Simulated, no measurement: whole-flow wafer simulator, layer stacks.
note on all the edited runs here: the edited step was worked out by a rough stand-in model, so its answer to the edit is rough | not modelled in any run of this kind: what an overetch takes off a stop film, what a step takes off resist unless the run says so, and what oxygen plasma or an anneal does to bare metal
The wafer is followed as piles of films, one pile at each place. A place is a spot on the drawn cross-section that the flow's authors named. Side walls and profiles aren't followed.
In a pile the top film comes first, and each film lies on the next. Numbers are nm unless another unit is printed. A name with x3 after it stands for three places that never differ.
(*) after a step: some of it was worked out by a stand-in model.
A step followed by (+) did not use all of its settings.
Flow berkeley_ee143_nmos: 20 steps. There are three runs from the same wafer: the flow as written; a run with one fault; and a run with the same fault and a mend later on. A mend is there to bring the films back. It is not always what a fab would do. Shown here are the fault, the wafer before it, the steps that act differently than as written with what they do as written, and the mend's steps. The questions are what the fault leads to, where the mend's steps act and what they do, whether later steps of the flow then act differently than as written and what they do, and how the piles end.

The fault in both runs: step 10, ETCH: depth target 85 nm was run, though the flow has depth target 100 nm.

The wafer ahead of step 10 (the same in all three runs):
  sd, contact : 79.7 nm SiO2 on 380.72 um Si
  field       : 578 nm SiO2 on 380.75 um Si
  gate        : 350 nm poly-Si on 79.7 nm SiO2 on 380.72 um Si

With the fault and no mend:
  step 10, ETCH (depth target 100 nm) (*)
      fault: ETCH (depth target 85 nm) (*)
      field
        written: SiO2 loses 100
        fault: SiO2 loses 85
  Steps later in the flow that act otherwise than as written:
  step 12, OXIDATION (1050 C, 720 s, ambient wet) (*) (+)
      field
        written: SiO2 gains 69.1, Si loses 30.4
        fault: SiO2 gains 67.7, Si loses 29.8
  At field, the piles at the end differ from the flow's by more than 2% or 0.5 nm, whichever is larger.
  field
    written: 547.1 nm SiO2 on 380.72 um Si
    fault: 560.6 nm SiO2 on 380.72 um Si

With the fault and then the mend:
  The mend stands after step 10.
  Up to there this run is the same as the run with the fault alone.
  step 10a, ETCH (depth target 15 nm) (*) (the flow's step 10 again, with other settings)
      field
        SiO2 loses 15
  Later steps of the flow that are run all act as written at every place that is followed.
  At every place that both follow, the piles at the end match the flow's.
